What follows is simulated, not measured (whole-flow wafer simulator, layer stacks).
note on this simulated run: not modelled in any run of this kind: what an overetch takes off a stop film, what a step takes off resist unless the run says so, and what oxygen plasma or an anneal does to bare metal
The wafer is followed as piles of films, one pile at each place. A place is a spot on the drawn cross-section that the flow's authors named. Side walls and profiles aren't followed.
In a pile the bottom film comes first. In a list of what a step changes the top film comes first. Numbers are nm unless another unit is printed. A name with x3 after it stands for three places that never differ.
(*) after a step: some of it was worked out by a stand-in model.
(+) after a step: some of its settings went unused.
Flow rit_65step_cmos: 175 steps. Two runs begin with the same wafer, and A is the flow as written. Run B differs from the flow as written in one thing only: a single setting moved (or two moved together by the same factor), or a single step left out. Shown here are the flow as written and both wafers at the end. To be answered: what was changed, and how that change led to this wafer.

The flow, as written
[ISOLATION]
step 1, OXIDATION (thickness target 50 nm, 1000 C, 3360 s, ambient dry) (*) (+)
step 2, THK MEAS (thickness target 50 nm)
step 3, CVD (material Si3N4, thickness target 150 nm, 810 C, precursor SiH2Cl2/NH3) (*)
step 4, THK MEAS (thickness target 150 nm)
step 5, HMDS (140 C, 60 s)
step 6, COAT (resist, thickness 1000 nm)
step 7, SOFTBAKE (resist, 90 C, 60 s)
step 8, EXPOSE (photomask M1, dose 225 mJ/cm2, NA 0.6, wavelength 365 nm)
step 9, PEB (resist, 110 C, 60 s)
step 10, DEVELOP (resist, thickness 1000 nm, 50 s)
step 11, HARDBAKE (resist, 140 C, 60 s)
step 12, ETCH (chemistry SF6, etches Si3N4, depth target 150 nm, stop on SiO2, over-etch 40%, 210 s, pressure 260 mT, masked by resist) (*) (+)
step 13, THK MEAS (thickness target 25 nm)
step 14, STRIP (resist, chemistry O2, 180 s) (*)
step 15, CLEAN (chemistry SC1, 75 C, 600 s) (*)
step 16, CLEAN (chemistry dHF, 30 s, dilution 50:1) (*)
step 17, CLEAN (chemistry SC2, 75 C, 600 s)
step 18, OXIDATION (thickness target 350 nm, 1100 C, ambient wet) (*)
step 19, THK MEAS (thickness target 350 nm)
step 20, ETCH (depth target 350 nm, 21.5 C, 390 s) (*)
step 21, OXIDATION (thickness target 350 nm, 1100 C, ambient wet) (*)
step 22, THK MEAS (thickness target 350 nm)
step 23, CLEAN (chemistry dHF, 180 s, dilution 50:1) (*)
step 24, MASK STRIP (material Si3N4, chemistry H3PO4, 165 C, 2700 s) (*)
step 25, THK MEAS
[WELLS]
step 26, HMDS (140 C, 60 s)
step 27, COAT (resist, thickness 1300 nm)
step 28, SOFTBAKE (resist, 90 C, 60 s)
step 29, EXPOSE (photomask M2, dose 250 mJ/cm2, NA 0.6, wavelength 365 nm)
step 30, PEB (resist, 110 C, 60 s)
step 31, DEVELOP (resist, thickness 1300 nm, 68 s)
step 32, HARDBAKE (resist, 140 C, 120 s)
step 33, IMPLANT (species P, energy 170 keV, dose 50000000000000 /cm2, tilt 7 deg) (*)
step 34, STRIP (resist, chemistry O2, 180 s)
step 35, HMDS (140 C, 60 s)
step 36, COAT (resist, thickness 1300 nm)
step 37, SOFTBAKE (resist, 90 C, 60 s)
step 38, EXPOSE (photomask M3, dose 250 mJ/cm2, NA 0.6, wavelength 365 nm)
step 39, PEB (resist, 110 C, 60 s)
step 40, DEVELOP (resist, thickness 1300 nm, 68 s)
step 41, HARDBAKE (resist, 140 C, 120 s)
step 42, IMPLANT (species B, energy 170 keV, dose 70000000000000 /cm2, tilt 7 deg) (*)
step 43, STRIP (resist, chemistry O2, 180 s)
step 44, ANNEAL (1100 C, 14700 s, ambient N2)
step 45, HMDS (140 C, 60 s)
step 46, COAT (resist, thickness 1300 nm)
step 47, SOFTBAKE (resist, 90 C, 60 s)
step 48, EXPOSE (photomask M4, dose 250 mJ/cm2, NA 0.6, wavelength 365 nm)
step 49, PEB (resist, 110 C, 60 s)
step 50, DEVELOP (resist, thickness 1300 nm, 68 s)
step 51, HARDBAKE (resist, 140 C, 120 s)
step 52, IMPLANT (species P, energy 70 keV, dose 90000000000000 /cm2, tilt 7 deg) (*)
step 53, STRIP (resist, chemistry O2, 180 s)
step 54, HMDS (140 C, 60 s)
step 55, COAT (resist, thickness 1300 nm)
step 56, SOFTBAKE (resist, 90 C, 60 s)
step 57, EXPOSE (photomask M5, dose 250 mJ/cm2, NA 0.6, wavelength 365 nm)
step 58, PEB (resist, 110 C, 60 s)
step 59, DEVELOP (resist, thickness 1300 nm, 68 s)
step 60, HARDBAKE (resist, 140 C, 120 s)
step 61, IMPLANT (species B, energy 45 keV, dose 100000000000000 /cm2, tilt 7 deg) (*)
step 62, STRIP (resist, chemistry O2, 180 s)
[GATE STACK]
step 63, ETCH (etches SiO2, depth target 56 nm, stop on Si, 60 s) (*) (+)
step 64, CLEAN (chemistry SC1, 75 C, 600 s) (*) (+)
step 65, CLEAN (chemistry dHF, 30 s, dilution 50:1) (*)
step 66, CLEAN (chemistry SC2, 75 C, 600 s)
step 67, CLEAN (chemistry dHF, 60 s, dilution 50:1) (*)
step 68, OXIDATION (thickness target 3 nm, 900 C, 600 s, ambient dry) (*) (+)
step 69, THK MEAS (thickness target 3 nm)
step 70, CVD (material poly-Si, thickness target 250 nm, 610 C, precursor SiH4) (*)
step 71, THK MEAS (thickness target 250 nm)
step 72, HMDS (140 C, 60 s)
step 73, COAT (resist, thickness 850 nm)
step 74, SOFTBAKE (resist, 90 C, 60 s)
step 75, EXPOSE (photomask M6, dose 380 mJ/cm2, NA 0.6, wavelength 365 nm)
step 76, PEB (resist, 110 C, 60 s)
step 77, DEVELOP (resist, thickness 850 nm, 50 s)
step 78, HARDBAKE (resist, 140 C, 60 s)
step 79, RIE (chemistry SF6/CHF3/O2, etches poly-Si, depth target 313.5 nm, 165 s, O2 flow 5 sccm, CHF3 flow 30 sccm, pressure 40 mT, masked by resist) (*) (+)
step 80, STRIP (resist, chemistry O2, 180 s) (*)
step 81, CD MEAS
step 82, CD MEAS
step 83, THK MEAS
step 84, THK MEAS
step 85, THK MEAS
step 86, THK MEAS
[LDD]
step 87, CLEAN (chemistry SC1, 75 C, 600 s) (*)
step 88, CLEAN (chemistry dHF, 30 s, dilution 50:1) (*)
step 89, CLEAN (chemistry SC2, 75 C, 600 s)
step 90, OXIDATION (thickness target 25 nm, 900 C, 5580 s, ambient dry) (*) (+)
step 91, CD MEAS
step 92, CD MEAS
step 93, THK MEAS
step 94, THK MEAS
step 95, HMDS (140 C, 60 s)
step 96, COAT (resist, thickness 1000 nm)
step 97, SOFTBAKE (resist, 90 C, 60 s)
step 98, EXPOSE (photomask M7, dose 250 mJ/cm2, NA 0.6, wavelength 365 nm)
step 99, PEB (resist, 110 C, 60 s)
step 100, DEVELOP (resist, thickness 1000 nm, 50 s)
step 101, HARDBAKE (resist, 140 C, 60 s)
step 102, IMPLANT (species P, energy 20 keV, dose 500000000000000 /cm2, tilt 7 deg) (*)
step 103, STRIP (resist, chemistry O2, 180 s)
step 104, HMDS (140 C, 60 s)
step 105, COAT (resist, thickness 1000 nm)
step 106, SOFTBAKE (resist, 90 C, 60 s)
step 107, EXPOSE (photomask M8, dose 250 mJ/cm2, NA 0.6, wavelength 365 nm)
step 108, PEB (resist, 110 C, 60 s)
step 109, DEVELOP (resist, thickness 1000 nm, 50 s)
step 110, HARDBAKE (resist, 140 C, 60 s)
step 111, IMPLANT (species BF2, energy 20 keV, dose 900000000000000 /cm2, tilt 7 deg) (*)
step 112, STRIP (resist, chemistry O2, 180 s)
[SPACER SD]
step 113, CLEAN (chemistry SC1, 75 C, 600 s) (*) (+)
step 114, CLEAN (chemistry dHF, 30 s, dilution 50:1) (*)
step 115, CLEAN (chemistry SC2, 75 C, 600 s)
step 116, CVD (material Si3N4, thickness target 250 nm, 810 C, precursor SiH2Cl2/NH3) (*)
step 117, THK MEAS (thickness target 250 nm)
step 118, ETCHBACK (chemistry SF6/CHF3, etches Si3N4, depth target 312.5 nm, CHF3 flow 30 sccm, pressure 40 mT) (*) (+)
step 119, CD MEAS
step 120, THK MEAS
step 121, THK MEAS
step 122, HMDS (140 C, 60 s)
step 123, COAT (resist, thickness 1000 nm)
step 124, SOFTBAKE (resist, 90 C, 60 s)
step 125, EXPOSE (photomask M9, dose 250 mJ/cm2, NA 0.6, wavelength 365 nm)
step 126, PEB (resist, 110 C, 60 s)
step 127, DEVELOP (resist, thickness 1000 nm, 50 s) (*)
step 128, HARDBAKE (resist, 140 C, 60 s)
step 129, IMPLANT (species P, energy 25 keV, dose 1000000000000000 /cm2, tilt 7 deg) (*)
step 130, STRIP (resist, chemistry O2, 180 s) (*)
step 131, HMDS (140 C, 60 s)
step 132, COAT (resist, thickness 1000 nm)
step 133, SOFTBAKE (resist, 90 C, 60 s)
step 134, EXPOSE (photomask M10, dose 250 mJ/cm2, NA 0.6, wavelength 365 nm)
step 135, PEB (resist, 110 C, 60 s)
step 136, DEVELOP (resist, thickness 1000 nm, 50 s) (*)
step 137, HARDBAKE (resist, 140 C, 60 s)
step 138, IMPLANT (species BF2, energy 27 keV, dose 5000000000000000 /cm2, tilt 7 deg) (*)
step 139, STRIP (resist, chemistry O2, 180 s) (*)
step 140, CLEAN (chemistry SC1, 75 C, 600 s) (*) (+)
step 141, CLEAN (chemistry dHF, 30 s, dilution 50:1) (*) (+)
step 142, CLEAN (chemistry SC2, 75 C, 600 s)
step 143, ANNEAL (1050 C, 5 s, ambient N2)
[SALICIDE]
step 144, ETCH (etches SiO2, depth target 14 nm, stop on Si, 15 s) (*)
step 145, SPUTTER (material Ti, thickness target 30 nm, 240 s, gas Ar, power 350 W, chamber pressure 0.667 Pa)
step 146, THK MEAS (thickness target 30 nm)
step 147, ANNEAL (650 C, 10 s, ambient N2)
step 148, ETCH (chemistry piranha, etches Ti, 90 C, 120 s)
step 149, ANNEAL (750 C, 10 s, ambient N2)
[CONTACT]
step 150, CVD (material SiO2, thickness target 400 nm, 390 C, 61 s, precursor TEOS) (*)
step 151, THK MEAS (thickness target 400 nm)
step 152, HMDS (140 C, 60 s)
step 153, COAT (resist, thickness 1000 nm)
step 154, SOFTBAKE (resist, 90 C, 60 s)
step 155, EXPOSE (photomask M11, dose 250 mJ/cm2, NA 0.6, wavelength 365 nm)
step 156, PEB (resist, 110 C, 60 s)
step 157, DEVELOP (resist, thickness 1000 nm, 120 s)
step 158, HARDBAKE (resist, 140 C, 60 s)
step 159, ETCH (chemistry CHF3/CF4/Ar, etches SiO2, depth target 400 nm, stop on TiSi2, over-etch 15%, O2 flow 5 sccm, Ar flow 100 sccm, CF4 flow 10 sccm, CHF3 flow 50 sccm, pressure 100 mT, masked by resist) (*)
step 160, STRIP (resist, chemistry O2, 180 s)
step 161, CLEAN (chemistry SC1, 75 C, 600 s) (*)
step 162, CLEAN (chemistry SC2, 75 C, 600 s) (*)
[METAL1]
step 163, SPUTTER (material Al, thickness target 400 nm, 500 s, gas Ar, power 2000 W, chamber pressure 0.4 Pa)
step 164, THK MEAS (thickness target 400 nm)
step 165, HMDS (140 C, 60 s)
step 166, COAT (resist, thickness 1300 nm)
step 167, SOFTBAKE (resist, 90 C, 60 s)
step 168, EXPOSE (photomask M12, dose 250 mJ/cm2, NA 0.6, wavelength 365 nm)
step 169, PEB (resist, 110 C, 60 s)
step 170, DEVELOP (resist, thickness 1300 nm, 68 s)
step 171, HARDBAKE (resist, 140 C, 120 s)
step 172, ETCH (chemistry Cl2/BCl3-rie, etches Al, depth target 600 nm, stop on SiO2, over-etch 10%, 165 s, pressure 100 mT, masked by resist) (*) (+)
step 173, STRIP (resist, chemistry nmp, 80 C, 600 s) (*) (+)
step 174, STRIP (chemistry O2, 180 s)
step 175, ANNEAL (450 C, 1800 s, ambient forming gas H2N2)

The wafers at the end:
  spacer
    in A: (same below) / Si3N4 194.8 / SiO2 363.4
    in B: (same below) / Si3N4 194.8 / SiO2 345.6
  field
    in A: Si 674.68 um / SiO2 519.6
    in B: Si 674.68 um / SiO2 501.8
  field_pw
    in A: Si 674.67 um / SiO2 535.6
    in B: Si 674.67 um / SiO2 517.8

Cause: step 163, SPUTTER: power 1286 W was run, whereas the flow has power 2000 W.

The path from the change to this, step by step:
  step 163, SPUTTER (material Al, thickness target 400 nm, 500 s, gas Ar, power 2000 W, chamber pressure 0.4 Pa)
      field, field_p, spacer, spacer_p: A Al gains 400 (new film) | B Al gains 257.2 (new film)
      gate_n, gate_p: A Al gains 396 (new film) | B Al gains 257.2 (new film)
      (and at 2 other places as well)
  step 172, ETCH (chemistry Cl2/BCl3-rie, etches Al, depth target 600 nm, stop on SiO2, over-etch 10%, 165 s, pressure 100 mT, masked by resist) (*) (+)
      field, field_p: A Al loses 400 (all of it), SiO2 loses 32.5 | B Al loses 257.2 (all of it), SiO2 loses 50.4
      gate_n, gate_p: A Al loses 396 (all of it), SiO2 loses 33 | B Al loses 257.2 (all of it), SiO2 loses 50.3
      (and at 4 other places as well)
